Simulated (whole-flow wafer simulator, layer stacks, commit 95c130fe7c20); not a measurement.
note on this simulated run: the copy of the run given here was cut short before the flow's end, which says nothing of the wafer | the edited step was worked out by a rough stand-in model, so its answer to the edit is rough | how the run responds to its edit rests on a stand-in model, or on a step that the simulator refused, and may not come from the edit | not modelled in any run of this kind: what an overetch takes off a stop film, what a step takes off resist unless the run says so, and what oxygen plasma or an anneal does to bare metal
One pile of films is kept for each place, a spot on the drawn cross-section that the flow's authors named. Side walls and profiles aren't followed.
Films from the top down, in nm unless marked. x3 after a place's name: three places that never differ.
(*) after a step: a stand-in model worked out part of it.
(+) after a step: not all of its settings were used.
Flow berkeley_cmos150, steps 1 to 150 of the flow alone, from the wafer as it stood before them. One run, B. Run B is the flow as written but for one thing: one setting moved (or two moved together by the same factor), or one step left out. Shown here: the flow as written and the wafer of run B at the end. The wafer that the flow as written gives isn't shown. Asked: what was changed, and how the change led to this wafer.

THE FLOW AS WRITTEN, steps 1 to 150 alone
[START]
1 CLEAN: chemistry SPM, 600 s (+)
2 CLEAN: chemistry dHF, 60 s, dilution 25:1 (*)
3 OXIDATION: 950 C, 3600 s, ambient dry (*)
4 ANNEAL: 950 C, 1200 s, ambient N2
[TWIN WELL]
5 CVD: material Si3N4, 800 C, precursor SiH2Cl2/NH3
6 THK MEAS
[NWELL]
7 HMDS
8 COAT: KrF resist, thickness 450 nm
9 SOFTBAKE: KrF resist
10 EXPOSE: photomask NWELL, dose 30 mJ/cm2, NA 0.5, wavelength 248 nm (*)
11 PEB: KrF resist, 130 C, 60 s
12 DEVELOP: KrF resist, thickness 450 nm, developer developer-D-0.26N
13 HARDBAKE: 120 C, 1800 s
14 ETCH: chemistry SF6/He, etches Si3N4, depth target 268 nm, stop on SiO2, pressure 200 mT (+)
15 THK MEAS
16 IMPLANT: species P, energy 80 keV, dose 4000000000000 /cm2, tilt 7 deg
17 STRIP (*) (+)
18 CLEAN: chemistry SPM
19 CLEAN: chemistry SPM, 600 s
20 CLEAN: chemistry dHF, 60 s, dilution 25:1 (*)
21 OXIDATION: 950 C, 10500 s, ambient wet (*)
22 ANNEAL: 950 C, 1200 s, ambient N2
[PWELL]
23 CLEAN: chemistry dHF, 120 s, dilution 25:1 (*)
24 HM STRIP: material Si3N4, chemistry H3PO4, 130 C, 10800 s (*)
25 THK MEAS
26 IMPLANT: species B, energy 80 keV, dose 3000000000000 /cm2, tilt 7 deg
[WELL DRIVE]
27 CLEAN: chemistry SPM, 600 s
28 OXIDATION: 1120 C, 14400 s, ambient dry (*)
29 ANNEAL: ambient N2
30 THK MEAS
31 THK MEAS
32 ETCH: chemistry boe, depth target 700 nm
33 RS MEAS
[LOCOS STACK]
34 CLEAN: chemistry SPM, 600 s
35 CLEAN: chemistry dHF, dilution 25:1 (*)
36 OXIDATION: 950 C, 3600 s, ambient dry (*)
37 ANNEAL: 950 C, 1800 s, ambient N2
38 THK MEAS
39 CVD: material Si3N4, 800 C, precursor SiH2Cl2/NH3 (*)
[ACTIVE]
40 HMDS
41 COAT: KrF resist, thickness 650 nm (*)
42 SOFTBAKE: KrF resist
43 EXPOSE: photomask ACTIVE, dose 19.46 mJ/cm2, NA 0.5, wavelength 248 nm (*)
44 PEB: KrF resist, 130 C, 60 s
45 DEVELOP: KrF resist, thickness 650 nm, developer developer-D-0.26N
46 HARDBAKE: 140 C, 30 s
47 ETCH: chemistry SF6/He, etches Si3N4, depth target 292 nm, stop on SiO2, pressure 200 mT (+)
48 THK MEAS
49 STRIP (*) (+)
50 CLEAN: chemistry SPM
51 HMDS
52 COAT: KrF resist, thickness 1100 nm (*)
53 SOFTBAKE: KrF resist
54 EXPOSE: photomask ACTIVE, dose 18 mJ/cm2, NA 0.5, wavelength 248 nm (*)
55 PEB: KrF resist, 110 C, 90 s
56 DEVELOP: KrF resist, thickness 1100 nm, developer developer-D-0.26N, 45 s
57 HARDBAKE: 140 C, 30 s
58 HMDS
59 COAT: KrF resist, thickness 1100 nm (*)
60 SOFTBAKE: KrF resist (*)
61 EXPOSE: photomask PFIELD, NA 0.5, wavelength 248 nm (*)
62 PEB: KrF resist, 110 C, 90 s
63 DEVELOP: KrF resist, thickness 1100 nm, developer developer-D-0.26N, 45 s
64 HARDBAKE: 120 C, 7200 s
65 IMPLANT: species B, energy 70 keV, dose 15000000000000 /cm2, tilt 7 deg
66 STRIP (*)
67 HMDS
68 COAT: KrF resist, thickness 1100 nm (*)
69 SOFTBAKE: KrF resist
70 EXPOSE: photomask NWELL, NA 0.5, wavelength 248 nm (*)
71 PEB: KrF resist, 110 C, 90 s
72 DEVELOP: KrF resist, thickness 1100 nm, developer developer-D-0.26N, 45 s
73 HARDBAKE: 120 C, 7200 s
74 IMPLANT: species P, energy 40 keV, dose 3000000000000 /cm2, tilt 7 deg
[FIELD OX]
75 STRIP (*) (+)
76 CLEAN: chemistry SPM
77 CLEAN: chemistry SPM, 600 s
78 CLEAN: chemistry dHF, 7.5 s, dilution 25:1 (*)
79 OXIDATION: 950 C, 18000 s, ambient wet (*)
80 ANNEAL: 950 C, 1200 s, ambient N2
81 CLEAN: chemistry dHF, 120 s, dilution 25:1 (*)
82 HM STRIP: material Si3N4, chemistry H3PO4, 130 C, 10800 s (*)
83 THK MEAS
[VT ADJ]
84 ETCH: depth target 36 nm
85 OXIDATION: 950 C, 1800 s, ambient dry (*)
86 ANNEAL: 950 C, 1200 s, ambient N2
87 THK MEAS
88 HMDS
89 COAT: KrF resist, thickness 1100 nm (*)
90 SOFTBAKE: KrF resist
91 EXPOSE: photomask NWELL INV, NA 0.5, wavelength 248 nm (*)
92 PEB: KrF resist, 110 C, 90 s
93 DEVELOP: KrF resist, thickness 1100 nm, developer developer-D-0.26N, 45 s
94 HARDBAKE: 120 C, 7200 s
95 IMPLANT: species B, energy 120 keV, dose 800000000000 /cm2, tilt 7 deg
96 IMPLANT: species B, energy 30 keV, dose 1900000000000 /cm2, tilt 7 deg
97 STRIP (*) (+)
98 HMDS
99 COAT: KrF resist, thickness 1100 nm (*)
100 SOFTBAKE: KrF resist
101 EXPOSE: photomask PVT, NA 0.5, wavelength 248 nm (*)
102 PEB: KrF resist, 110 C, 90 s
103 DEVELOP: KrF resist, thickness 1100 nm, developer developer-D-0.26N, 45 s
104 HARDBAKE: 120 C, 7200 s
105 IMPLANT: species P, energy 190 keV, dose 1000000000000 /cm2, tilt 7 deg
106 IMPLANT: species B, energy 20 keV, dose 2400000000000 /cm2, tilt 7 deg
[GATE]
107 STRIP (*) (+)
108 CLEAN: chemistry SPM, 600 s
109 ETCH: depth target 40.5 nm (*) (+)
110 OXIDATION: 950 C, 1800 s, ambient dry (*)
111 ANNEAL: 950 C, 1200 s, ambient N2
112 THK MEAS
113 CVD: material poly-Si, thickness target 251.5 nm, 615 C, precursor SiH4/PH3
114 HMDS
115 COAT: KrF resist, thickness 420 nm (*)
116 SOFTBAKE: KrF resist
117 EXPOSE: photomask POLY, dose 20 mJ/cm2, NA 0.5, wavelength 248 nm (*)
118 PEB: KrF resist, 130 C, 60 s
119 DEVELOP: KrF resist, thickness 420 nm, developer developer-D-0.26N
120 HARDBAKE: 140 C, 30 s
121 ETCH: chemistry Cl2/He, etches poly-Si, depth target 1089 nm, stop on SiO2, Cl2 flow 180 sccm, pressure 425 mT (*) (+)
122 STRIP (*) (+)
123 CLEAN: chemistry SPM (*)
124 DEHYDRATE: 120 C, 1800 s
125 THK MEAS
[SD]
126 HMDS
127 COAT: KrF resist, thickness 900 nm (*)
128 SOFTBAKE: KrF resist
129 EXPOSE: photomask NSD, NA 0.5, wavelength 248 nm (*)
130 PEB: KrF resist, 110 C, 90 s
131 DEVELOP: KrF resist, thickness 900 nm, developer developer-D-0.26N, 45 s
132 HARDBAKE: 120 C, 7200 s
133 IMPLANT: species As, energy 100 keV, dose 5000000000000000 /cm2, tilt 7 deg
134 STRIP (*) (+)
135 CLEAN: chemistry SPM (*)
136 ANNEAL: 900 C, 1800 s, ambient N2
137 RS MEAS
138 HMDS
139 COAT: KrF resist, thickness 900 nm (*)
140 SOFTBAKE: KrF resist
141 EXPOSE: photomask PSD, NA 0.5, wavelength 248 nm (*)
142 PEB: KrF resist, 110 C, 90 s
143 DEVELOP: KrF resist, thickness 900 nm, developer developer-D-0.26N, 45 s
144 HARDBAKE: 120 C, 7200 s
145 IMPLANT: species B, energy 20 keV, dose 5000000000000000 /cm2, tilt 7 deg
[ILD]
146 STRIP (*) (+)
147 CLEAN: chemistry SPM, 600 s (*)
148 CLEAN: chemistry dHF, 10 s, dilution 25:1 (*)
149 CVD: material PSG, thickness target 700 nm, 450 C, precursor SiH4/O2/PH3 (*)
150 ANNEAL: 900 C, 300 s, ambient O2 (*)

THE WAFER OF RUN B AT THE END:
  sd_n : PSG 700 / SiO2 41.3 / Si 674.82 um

The cause: step 39, CVD: 738 C was run, where the flow has 800 C.

How the change led to this, step by step:
  39 CVD: material Si3N4, 800 C, precursor SiH2Cl2/NH3 (*)
      field, field_p, sd_n, gate_n, sd_p, gate_p, contact, m1: Si3N4 +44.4 (new film) (as written it would be: Si3N4 +106 (new film))
  47 ETCH: chemistry SF6/He, etches Si3N4, depth target 292 nm, stop on SiO2, pressure 200 mT (+)
      sd_n, gate_n, sd_p, gate_p, contact, m1: KrF resist -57 (as written it would be: KrF resist -124)
      field, field_p: Si3N4 -44.4 (all of it), SiO2 -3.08 (as written it would be: Si3N4 -106 (all of it), SiO2 -3.08)
  49 STRIP (*) (+)
      sd_n: KrF resist -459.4 (all of it) (as written it would be: KrF resist -392.4 (all of it))
      gate_n: KrF resist -467.6 (all of it) (as written it would be: KrF resist -400.6 (all of it))
      (and at 4 more places)
  52 COAT: KrF resist, thickness 1100 nm (*)
      sd_n: KrF resist +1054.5 (new film) (as written it would be: KrF resist +1019.1 (new film))
      gate_n: KrF resist +1068.1 (new film) (as written it would be: KrF resist +1039.7 (new film))
      (and at 4 more places)
  57 HARDBAKE: 140 C, 30 s
      sd_n: KrF resist -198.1 (as written it would be: KrF resist -191.5)
      gate_n: KrF resist -200.5 (as written it would be: KrF resist -195.3)
      (and at 4 more places)
  59 COAT: KrF resist, thickness 1100 nm (*)
      sd_n: KrF resist +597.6 (as written it would be: KrF resist +581.3)
      gate_n: KrF resist +701.6 (as written it would be: KrF resist +684.4)
      (and at 4 more places)
  66 STRIP (*)
      sd_n: KrF resist -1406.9 (all of it) (as written it would be: KrF resist -1362.4 (all of it))
      gate_n: KrF resist -1519.6 (all of it) (as written it would be: KrF resist -1479.7 (all of it))
      (and at 4 more places)
  68 COAT: KrF resist, thickness 1100 nm (*)
      sd_n: KrF resist +1054.5 (new film) (as written it would be: KrF resist +1019.1 (new film))
      gate_n: KrF resist +1068.1 (new film) (as written it would be: KrF resist +1039.7 (new film))
      (and at 4 more places)
  72 DEVELOP: KrF resist, thickness 1100 nm, developer developer-D-0.26N, 45 s
      sd_p: KrF resist -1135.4 (all of it) (as written it would be: KrF resist -1103.9 (all of it))
      gate_p: KrF resist -1135.3 (all of it) (as written it would be: KrF resist -1108 (all of it))
  73 HARDBAKE: 120 C, 7200 s
      sd_n: KrF resist -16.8 (as written it would be: KrF resist -16.2)
      gate_n: KrF resist -17.1 (as written it would be: KrF resist -16.5)
      (and at 1 more place)
  75 STRIP (*) (+)
      sd_n: KrF resist -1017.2 (all of it) (as written it would be: KrF resist -982.6 (all of it))
      gate_n: KrF resist -1030.3 (all of it) (as written it would be: KrF resist -1002.7 (all of it))
      (and at 2 more places)
  79 OXIDATION: 950 C, 18000 s, ambient wet (*)
      contact: SiO2 +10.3 (new film), Si3N4 -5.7, SiO2 +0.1 (as written it would be: SiO2 +10.3 (new film), Si3N4 -5.7)
      sd_n: SiO2 +10.3 (new film), Si3N4 -5.7, SiO2 +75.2, Si -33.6 (as written it would be: SiO2 +10.3 (new film), Si3N4 -5.7, SiO2 +34.7, Si -15.4)
  82 HM STRIP: material Si3N4, chemistry H3PO4, 130 C, 10800 s (*)
      sd_n, gate_n, contact, m1: Si3N4 -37 (all of it), SiO2 -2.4 (as written it would be: Si3N4 -98.7 (all of it), SiO2 -1.88)
      sd_p, gate_p: Si3N4 -36.9 (all of it), SiO2 -2.4 (as written it would be: Si3N4 -98.6 (all of it), SiO2 -1.88)
  85 OXIDATION: 950 C, 1800 s, ambient dry (*)
      sd_n: SiO2 +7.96, Si -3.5 (as written it would be: SiO2 +12.2, Si -5.35)
  109 ETCH: depth target 40.5 nm (*) (+)
      sd_n: SiO2 -40.5 (as written it would be: SiO2 -40.4 (all of it))
  110 OXIDATION: 950 C, 1800 s, ambient dry (*)
      sd_n: SiO2 +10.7, Si -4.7 (as written it would be: SiO2 +20.4 (new film), Si -8.98)
  ... 2 more steps ...
  122 STRIP (*) (+)
      gate_n: chemical SiO2 +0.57 (new film), KrF resist -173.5 (all of it), poly-Si -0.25 (as written it would be: chemical SiO2 +0.57 (new film), KrF resist -169.8 (all of it), poly-Si -0.25)
